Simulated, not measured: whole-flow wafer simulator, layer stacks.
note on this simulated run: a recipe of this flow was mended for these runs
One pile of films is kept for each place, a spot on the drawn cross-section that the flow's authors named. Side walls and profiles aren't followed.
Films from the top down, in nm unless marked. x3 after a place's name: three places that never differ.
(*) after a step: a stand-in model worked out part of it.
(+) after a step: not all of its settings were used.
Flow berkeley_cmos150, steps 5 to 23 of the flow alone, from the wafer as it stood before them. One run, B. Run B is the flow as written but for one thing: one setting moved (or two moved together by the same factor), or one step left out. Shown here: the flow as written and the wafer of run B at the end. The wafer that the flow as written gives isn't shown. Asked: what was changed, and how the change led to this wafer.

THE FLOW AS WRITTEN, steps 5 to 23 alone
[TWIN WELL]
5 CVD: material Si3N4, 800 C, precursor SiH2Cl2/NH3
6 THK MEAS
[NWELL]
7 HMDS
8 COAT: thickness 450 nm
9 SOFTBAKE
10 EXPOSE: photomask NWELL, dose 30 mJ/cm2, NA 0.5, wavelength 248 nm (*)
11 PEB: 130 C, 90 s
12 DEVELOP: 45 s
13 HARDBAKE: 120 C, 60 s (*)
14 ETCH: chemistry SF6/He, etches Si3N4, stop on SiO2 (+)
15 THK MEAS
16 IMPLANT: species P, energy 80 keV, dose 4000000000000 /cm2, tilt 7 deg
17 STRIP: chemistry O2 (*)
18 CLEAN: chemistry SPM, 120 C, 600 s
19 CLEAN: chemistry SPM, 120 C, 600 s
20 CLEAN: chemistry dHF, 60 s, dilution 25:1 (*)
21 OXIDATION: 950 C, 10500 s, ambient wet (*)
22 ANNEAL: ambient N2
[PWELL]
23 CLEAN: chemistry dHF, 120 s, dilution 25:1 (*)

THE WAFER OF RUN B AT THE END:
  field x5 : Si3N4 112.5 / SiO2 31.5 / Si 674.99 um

The cause: step 5, CVD: 812 C was run, where the flow has 800 C.

How the change led to this, step by step:
  5 CVD: material Si3N4, 800 C, precursor SiH2Cl2/NH3
      field x5, field_p x3: Si3N4 +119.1 (new film) (as written it would be: Si3N4 +106 (new film))
  14 ETCH: chemistry SF6/He, etches Si3N4, stop on SiO2 (+)
      field x5: KrF-resist -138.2 (as written it would be: KrF-resist -124)
      field_p x3: Si3N4 -119.1 (all of it), SiO2 -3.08 (as written it would be: Si3N4 -106 (all of it), SiO2 -3.08)
  17 STRIP: chemistry O2 (*)
      field x5: KrF-resist -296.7 (all of it) (as written it would be: KrF-resist -310.9 (all of it))
